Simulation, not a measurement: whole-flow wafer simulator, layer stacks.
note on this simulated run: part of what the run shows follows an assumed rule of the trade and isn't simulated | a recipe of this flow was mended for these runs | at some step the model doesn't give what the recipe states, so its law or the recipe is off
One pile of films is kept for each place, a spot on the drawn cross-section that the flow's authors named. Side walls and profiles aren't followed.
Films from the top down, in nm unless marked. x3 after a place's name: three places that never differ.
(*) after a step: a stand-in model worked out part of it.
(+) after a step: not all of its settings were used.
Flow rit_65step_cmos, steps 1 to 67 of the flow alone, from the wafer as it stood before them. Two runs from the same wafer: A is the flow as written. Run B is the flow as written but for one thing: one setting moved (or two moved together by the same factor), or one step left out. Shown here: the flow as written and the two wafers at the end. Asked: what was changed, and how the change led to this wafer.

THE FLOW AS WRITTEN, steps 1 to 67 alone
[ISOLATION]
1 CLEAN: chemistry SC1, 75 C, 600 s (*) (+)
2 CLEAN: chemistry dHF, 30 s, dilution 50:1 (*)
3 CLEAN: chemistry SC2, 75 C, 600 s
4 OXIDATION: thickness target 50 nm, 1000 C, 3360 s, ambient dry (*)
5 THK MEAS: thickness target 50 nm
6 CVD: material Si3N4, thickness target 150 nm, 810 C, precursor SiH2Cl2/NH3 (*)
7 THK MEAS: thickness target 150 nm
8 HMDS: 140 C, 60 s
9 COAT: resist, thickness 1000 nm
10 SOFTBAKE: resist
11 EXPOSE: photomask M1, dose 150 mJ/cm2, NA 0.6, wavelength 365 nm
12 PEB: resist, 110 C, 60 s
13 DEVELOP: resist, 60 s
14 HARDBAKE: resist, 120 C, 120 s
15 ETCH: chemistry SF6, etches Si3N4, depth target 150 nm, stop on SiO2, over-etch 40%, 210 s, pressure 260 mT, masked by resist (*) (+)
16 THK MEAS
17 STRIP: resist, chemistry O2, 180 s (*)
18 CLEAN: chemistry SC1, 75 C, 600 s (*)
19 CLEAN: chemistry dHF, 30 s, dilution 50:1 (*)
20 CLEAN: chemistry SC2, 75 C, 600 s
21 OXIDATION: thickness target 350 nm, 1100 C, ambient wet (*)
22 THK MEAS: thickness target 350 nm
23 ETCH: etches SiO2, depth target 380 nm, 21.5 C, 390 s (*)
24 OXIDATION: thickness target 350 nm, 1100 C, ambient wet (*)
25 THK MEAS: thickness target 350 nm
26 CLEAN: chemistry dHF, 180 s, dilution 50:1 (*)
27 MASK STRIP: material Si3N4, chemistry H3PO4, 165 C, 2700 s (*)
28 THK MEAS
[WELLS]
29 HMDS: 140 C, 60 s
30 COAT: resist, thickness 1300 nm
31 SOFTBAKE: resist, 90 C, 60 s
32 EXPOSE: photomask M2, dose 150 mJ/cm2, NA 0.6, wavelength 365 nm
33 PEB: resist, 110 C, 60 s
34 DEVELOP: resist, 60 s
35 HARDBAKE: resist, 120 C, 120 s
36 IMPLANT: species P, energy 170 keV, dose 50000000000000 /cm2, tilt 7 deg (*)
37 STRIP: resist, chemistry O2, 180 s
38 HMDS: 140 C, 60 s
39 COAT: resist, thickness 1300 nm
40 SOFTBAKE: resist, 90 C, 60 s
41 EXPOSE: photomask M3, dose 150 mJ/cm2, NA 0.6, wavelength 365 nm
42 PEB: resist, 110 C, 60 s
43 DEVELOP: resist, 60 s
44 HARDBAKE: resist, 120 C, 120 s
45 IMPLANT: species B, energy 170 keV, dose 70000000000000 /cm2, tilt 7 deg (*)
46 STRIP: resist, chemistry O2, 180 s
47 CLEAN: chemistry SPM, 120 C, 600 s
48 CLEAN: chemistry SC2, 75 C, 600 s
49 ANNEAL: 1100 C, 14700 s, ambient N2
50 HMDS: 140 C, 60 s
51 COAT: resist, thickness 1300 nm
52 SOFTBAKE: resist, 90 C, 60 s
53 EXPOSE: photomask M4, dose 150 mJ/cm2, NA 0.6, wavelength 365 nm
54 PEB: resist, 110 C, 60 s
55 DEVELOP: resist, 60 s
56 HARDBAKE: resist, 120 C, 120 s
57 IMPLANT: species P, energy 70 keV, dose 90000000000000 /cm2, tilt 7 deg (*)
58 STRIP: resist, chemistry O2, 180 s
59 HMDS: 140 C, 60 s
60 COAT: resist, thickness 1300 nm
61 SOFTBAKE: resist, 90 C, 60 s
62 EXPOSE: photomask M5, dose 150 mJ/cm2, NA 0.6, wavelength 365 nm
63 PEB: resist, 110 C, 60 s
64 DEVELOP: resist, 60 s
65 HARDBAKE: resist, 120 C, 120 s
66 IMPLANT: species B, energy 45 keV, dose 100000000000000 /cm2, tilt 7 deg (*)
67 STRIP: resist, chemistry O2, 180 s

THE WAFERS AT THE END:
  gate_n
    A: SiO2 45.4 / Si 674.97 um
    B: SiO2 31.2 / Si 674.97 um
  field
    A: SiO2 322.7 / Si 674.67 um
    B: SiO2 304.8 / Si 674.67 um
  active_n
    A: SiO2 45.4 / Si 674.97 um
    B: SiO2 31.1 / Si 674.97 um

The cause: step 27, MASK STRIP: 179 C was run, where the flow has 165 C.

How the change led to this, step by step:
  27 MASK STRIP: material Si3N4, chemistry H3PO4, 165 C, 2700 s (*)
      active_n, active_p, gate_n and 7 more: A Si3N4 -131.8 (all of it), SiO2 -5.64 | B Si3N4 -131.8 (all of it), SiO2 -19.9
      field, field_pw, field_nw, field_p: A SiO2 -10.7 | B SiO2 -28.5
